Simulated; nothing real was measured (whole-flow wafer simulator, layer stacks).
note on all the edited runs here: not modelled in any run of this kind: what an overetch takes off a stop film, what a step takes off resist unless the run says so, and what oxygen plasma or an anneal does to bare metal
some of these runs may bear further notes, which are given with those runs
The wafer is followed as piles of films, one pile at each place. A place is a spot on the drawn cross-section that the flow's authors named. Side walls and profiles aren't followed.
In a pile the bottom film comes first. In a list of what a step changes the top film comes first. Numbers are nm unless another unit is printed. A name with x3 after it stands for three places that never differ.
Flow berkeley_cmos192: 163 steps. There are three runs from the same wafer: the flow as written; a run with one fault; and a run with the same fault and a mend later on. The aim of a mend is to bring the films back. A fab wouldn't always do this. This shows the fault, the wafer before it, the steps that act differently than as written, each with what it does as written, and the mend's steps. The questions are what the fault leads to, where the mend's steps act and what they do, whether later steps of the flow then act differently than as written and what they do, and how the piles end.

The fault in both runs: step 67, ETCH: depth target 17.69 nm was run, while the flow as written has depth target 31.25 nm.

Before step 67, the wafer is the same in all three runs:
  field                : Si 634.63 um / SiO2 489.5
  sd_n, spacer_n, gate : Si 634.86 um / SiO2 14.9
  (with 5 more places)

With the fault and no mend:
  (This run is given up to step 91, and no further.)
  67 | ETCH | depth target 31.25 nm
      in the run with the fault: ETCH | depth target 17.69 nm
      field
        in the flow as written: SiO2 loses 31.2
        in the run with the fault: SiO2 loses 17.7
  Later steps of the flow up to step 91 that are run all act as written at every place that is followed, up to a difference of at most 2% or 0.5 nm, whichever is larger.
  After step 91, at field, the piles differ from the flow's by more than 2% or 0.5 nm, whichever is larger.
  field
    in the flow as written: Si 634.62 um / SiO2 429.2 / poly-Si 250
    in the run with the fault: Si 634.62 um / SiO2 442.7 / poly-Si 250

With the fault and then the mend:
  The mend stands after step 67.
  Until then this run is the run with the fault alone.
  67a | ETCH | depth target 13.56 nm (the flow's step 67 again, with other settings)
      field
        SiO2 loses 13.6
  Later steps of the flow that are run all act as written at every place that is followed, up to a difference of at most 2% or 0.5 nm, whichever is larger.
  At every place that both follow, the piles at the end match the flow's.
